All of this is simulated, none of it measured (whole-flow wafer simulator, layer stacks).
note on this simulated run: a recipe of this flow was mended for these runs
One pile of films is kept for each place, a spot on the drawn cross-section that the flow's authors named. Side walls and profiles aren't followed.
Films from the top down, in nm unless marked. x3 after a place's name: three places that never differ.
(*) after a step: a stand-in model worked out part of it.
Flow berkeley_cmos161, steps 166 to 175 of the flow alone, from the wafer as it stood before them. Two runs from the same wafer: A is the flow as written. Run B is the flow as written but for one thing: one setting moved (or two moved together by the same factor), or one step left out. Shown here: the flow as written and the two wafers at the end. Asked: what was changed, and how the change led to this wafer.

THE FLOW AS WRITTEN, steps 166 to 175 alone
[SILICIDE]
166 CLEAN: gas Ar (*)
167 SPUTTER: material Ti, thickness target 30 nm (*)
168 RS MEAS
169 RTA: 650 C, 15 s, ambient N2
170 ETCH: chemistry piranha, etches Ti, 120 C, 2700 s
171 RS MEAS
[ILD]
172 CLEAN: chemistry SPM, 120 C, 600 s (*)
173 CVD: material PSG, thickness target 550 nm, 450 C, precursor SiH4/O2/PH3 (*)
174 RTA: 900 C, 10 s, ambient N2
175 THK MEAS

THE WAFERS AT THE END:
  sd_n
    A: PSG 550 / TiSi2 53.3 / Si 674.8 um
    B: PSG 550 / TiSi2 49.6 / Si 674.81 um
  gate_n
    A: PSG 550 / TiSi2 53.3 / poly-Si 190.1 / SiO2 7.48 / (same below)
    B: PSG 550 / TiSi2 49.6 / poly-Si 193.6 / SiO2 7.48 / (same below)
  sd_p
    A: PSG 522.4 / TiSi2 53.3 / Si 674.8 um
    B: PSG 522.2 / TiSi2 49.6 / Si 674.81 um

The cause: step 167, SPUTTER: thickness target 28 nm was run, where the flow has thickness target 30 nm.

How the change led to this, step by step:
  167 SPUTTER: material Ti, thickness target 30 nm (*)
      field, sd_n, spacer_n, gate_n, sd_p, spacer_p, gate_p, contact x2: A Ti +30 (new film) | B Ti +28 (new film)
  169 RTA: 650 C, 15 s, ambient N2
      sd_n, sd_p, contact x2: A Ti -23.4, TiSi first +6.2 (new film), TiSi2 C49 +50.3 (new film), Si -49 | B Ti -21.8, TiSi first +2.3 (new film), TiSi2 C49 +52.1 (new film), Si -48
      gate_n, gate_p: A Ti -23.4, TiSi first +6.2 (new film), TiSi2 C49 +50.3 (new film), poly-Si -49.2 | B Ti -21.8, TiSi first +2.3 (new film), TiSi2 C49 +52.1 (new film), poly-Si -48.2
  170 ETCH: chemistry piranha, etches Ti, 120 C, 2700 s
      field, spacer_n, spacer_p: A Ti -30 (all of it) | B Ti -28 (all of it)
  174 RTA: 900 C, 10 s, ambient N2
      sd_n, sd_p, contact x2: A under 1 film: TiSi2 +53.3 (new film), TiSi first -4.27 (all of it), TiSi2 C49 -50.3 (all of it), Si -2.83 | B under 1 film: TiSi2 +49.6 (new film), TiSi first -0.37 (all of it), TiSi2 C49 -52.1 (all of it), Si -0.25
      gate_n, gate_p: A under 1 film: TiSi2 +53.3 (new film), TiSi first -4.27 (all of it), TiSi2 C49 -50.3 (all of it), poly-Si -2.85 | B under 1 film: TiSi2 +49.6 (new film), TiSi first -0.37 (all of it), TiSi2 C49 -52.1 (all of it), poly-Si -0.25
